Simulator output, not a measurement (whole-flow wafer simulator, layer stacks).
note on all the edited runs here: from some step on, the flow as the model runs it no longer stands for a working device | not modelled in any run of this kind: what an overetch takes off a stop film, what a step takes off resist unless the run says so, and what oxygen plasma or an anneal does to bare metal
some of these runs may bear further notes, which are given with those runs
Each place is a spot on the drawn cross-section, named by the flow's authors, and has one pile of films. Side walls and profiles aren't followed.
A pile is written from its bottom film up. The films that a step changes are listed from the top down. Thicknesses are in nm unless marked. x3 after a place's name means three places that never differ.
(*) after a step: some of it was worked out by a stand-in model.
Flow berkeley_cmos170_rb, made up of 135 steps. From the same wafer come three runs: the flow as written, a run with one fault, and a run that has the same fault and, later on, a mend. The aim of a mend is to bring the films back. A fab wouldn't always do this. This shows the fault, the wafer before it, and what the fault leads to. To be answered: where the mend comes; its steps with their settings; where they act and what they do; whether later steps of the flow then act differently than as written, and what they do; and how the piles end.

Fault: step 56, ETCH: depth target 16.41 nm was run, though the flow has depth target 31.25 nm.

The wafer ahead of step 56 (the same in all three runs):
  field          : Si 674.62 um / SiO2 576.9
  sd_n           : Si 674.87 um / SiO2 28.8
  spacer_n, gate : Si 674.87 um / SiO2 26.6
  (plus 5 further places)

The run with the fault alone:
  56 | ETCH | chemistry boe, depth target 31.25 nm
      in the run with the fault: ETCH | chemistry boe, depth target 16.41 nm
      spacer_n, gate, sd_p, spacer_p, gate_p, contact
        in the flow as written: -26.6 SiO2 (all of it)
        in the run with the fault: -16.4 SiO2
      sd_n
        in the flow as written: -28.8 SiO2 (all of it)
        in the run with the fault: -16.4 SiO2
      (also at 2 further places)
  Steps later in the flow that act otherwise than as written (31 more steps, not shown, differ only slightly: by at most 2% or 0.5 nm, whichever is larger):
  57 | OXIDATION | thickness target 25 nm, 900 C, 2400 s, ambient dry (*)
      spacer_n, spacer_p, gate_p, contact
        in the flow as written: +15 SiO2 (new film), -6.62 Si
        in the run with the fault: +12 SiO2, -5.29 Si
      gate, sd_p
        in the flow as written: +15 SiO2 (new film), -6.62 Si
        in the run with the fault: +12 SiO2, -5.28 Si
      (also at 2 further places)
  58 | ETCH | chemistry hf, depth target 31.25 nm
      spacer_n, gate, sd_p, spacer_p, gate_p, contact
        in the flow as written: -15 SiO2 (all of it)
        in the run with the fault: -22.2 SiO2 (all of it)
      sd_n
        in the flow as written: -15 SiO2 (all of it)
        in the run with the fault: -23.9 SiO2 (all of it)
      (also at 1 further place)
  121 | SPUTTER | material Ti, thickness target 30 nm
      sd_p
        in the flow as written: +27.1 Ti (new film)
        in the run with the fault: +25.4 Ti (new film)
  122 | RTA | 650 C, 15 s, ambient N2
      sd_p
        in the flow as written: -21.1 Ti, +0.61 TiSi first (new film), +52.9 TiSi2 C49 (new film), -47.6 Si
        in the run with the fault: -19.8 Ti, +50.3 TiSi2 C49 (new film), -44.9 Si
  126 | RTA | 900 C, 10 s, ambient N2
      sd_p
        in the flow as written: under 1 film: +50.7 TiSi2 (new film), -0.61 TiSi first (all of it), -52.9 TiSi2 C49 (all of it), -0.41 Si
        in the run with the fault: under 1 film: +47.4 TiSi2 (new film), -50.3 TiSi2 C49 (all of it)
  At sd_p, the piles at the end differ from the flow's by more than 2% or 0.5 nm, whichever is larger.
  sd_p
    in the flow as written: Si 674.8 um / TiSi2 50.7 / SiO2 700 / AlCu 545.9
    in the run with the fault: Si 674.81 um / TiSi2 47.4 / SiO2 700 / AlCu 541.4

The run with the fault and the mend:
  The mend stands after step 56.
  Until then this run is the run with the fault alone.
  56a | ETCH | chemistry boe, depth target 14.84 nm (the flow's step 56, run once more with other settings)
      spacer_n, spacer_p, gate_p, contact
        -10.1 SiO2 (all of it)
      gate, sd_p
        -10.2 SiO2 (all of it)
      field
        -14.8 SiO2
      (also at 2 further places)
  Later steps of the flow that are run all act as written at every place that is followed, up to a difference of at most 2% or 0.5 nm, whichever is larger.
  At every place that both follow, the piles at the end match the flow's.
